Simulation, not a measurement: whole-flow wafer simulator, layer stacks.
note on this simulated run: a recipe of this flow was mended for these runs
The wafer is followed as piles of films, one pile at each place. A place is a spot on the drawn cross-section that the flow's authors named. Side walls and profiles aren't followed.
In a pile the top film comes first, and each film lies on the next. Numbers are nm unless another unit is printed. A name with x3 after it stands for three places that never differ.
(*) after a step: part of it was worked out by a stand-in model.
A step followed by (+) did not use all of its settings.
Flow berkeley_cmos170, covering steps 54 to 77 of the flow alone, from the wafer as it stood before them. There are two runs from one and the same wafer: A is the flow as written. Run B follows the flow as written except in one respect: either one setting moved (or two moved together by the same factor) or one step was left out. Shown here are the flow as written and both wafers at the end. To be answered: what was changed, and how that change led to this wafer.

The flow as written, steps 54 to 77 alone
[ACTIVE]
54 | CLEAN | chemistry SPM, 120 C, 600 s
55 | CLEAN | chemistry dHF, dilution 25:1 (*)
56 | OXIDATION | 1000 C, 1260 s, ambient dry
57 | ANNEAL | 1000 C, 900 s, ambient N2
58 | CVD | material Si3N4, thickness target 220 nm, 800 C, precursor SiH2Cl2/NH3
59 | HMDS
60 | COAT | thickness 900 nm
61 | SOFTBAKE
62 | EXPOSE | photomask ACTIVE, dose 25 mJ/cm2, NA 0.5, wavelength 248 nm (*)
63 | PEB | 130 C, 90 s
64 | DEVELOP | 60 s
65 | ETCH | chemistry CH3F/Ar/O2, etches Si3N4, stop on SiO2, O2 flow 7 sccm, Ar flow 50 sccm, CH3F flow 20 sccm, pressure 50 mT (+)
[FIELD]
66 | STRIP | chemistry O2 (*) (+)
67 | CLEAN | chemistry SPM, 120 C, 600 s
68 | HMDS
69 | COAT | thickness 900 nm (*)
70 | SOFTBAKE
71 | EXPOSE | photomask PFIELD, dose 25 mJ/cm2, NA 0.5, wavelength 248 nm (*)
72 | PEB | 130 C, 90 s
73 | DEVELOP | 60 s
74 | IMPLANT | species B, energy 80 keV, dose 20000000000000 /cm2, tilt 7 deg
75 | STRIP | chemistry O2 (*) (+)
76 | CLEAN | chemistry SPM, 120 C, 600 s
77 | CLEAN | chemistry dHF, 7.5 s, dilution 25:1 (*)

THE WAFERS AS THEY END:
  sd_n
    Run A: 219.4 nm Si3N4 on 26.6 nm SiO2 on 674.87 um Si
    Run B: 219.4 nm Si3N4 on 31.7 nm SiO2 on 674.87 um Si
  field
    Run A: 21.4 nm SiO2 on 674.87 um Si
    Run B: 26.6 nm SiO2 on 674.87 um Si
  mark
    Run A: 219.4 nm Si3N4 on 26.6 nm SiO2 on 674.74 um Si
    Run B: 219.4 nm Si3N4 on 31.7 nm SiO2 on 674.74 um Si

Cause: step 56, OXIDATION: 1748 s was run, though the flow has 1260 s.

How this came from the change, step by step:
  56 | OXIDATION | 1000 C, 1260 s, ambient dry
      field, mark, sd_n and 10 more: A SiO2 gains 26.6 (new film), Si loses 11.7 | B SiO2 gains 31.7 (new film), Si loses 14
